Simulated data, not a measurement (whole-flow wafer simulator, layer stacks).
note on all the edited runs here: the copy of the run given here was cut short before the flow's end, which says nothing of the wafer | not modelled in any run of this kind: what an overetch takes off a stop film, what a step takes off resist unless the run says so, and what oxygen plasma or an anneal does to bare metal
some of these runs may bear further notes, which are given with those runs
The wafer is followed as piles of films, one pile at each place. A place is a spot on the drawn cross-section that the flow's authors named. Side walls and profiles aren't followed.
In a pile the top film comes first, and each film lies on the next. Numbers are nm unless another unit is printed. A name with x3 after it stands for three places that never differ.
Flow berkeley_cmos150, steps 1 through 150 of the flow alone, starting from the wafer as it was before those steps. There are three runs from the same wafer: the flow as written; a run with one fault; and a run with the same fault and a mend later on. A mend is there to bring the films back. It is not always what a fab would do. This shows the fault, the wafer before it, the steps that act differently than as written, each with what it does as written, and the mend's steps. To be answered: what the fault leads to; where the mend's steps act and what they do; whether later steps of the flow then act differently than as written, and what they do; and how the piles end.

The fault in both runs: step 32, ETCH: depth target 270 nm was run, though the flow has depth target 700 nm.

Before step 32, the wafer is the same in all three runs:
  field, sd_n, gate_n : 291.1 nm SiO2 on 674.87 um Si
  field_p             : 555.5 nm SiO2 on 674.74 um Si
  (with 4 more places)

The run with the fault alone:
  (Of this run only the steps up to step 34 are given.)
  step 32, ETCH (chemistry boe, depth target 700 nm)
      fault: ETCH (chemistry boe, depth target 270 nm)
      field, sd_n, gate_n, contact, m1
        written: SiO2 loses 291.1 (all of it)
        fault: SiO2 loses 270
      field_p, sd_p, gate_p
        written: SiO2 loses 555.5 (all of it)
        fault: SiO2 loses 270
  Later steps of the flow acting differently than as written:
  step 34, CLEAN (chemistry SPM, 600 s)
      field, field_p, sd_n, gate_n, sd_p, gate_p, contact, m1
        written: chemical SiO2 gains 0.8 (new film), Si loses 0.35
        fault: nothing
  After step 34, at field, field_p, sd_n, gate_n, sd_p, gate_p, contact, m1, the piles differ from the flow's by more than 2% or 0.5 nm, whichever is larger.
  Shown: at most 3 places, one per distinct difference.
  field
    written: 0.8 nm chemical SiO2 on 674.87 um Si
    fault: 21.1 nm SiO2 on 674.87 um Si
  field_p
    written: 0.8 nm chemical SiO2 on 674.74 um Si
    fault: 285.5 nm SiO2 on 674.74 um Si

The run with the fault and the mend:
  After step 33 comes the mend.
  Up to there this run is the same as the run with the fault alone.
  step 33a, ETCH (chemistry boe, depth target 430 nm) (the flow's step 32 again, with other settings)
      field, sd_n, gate_n, contact, m1
        SiO2 loses 21.1 (all of it)
      field_p, sd_p, gate_p
        SiO2 loses 285.5 (all of it)
  None of the later steps of the flow acts differently than as written at any place that is followed.
  The piles end the same as the flow's at every place that both follow.
